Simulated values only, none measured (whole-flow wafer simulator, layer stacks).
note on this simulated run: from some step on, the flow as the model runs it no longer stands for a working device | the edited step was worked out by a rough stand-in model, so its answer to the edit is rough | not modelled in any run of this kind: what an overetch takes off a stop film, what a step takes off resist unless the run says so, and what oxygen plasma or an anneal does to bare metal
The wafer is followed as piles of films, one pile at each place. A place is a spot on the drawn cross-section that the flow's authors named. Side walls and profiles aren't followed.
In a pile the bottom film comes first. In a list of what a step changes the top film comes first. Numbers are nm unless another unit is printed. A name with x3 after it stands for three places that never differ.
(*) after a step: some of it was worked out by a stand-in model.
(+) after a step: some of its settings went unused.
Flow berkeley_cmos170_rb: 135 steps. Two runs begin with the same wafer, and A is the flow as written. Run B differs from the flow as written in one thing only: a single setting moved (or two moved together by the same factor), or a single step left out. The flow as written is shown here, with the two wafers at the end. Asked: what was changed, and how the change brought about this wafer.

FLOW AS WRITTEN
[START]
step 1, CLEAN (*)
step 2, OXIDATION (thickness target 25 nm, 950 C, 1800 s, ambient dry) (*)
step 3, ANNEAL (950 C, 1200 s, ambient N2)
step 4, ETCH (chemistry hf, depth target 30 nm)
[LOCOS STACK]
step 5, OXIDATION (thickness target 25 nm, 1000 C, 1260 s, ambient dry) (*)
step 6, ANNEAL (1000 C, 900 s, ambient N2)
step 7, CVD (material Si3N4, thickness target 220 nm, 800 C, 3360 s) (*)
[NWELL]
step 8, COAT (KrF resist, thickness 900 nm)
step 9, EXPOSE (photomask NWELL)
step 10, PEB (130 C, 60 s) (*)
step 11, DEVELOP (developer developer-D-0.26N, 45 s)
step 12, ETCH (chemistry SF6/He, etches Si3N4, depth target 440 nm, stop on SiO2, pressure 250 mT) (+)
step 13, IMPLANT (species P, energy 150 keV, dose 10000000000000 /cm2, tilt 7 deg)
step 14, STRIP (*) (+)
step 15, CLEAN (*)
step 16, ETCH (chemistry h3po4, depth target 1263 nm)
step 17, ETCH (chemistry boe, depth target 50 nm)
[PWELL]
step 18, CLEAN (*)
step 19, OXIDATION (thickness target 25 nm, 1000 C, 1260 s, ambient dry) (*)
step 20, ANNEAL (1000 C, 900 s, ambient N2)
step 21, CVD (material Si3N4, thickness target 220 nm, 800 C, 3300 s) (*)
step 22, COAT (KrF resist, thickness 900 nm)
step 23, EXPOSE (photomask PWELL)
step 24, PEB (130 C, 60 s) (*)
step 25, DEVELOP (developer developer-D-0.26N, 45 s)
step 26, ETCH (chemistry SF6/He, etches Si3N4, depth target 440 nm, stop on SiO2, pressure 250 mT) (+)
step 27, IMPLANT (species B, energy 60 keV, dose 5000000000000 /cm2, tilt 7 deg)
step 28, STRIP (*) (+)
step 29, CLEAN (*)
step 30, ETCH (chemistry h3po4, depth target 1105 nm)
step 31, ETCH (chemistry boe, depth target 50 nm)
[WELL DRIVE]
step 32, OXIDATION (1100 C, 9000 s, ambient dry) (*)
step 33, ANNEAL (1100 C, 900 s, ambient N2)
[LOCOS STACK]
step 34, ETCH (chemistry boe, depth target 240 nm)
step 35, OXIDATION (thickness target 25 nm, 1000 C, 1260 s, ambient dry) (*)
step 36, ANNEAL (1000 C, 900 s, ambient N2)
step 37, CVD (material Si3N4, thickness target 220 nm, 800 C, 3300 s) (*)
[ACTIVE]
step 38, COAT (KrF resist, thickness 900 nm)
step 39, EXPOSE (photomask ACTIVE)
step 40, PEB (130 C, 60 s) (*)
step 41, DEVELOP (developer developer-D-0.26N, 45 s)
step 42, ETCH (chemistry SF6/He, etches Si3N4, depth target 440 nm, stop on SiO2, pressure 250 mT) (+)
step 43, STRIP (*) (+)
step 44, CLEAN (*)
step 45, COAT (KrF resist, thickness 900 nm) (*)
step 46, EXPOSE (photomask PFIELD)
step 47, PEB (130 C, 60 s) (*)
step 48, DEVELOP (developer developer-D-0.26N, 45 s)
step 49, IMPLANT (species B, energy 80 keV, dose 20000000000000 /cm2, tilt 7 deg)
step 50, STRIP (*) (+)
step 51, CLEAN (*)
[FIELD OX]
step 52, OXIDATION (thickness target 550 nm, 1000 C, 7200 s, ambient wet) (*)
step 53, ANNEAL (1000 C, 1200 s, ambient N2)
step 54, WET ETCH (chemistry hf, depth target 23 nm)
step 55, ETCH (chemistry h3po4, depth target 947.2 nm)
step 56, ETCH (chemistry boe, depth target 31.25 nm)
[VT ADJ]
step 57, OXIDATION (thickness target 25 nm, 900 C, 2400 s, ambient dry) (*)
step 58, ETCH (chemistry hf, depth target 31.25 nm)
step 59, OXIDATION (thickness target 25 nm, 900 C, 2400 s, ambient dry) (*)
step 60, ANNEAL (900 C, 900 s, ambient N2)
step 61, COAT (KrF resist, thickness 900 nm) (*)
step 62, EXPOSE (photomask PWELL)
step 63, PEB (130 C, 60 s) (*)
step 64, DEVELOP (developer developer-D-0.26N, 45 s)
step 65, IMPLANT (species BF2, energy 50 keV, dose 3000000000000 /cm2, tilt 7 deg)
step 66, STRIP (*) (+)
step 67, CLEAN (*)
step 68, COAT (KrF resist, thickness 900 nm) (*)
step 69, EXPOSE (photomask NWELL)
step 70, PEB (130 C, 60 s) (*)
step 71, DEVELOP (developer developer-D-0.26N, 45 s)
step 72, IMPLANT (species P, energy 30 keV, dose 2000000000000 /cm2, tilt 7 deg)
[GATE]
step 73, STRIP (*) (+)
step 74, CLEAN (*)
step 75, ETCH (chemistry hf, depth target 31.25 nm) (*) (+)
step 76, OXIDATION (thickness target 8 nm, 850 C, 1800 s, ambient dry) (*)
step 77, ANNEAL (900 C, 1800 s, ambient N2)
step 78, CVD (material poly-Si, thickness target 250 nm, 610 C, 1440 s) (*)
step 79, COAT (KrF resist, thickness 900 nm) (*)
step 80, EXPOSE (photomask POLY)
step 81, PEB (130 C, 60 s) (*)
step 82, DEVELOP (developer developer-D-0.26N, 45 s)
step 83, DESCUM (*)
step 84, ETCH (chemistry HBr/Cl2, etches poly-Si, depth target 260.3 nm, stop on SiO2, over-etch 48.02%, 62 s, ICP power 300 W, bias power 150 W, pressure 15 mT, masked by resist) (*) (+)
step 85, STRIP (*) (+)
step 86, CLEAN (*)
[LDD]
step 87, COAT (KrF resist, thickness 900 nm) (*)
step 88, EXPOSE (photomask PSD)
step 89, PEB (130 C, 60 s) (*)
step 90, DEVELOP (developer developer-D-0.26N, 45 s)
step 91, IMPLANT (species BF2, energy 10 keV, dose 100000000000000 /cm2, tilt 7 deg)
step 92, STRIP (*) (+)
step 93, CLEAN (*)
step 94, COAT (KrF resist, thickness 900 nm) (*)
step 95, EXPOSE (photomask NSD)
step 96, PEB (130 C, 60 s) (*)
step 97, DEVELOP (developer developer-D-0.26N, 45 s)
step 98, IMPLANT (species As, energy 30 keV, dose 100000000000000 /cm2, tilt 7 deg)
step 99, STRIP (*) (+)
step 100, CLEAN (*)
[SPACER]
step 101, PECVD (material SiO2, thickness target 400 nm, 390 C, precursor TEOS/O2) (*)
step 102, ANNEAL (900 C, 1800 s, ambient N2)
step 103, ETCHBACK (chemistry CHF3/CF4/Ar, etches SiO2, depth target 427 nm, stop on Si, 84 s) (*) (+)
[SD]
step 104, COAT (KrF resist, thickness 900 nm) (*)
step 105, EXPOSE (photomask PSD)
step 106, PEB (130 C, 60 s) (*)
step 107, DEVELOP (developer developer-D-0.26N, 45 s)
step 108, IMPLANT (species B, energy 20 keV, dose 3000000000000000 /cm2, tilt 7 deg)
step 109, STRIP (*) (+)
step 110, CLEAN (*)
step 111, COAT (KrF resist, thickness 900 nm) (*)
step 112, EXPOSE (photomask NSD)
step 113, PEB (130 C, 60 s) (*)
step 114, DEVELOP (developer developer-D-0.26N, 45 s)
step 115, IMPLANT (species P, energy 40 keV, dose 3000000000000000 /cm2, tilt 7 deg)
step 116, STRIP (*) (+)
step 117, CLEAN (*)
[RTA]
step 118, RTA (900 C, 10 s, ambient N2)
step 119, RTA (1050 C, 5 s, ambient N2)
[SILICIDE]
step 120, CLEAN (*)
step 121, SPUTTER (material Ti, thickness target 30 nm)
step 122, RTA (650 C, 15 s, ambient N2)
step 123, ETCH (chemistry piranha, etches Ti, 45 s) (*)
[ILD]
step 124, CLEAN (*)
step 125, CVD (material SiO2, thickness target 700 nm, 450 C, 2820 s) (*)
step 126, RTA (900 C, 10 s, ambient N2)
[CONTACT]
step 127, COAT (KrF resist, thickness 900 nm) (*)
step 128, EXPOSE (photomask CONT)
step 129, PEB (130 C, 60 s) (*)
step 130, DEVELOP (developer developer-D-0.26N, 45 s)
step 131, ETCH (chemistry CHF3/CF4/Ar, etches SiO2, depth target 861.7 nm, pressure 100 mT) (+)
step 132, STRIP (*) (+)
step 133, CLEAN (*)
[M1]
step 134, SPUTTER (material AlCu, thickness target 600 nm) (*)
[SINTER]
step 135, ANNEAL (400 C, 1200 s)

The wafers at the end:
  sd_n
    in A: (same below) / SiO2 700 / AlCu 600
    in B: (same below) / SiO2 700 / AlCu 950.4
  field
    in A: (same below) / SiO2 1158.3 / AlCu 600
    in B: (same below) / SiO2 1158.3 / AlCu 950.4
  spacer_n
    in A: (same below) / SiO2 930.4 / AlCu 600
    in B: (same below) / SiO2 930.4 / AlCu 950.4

The reason: step 134, SPUTTER: thickness target 950.4 nm was run, whereas the flow has thickness target 600 nm.
The wafer itself shows it: sd_n has AlCu 950.4, and step 134 as written asks for 600 nm.

The path from the change to this, step by step:
  step 134, SPUTTER (material AlCu, thickness target 600 nm) (*)
      field, sd_n, spacer_n, gate, spacer_p, gate_p, m1: A +600 AlCu (new film) | B +950.4 AlCu (new film)
      sd_p: A +545.9 AlCu (new film) | B +884.4 AlCu (new film)
      (also at 1 further place)
